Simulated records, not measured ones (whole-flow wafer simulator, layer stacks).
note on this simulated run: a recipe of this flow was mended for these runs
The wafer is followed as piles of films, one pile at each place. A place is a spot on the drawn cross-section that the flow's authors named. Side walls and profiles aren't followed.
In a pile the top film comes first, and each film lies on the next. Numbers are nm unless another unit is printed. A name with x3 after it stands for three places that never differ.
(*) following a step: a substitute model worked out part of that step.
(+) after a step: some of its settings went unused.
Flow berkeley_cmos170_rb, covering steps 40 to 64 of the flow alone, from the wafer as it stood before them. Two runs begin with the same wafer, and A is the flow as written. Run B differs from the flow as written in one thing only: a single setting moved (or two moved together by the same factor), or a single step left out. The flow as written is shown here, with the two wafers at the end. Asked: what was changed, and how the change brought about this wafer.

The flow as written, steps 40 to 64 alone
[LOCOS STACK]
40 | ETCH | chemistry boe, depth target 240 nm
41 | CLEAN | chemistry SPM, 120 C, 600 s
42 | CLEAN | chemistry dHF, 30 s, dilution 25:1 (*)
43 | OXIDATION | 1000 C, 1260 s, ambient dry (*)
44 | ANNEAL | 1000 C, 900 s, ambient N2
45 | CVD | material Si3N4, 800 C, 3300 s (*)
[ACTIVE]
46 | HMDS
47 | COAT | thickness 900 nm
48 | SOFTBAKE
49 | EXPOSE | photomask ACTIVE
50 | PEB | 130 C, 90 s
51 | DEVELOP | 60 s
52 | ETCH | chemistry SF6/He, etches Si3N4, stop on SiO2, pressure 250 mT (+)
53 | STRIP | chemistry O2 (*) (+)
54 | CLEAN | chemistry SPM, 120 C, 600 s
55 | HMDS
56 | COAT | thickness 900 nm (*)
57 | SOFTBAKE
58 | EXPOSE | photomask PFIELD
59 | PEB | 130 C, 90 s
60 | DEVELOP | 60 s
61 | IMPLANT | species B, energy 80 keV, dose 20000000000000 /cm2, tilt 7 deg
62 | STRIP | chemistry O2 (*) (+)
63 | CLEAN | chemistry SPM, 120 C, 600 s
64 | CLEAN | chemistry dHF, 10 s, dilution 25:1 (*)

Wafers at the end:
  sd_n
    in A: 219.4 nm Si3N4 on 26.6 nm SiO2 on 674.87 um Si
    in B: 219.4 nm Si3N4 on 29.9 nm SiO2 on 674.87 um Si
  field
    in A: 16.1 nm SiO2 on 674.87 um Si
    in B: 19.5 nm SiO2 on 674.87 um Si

The reason: step 43, OXIDATION: 1575 s was run, though the flow has 1260 s.

Step by step, how the change led to this:
  43 | OXIDATION | 1000 C, 1260 s, ambient dry (*)
      field, sd_n, spacer_n and 6 more: A +26.6 SiO2 (new film), -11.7 Si | B +29.9 SiO2 (new film), -13.2 Si
